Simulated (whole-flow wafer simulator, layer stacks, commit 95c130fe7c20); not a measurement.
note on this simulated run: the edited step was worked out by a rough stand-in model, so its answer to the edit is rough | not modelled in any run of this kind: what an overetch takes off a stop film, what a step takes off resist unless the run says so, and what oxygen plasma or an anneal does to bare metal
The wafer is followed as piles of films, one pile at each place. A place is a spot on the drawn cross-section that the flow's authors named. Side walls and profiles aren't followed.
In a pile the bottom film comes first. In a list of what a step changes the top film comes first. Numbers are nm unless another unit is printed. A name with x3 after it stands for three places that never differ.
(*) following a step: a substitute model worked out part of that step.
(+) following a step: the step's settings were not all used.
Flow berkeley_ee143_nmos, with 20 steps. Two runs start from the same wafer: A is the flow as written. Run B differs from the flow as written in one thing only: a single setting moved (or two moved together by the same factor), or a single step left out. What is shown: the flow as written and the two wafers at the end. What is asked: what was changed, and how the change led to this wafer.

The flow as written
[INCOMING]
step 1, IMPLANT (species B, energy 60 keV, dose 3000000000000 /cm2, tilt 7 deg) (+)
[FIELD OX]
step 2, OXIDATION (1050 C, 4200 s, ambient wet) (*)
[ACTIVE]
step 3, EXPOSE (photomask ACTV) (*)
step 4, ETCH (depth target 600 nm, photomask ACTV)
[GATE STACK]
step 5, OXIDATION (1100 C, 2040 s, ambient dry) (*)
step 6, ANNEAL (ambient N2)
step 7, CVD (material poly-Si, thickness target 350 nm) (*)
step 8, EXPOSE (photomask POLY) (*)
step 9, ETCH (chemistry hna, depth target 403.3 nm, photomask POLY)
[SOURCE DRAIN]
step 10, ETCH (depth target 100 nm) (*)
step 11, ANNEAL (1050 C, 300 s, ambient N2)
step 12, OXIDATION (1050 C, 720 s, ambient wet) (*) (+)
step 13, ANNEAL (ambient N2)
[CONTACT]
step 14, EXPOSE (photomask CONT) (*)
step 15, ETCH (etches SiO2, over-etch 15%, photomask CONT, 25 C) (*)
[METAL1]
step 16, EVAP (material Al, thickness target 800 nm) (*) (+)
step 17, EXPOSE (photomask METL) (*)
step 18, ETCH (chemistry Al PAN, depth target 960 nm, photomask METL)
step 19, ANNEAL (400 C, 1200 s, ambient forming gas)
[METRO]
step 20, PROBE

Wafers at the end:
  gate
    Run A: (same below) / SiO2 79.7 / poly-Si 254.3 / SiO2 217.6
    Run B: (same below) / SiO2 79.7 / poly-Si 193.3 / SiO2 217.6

What caused this: step 7, CVD: thickness target 289 nm was run, while the flow as written has thickness target 350 nm.

Step by step, how the change led to this:
  step 7, CVD (material poly-Si, thickness target 350 nm) (*)
      gate, sd, contact, field: A poly-Si gains 350 (new film) | B poly-Si gains 289 (new film)
  step 9, ETCH (chemistry hna, depth target 403.3 nm, photomask POLY)
      sd, contact, field: A poly-Si loses 350 (all of it) | B poly-Si loses 289 (all of it)
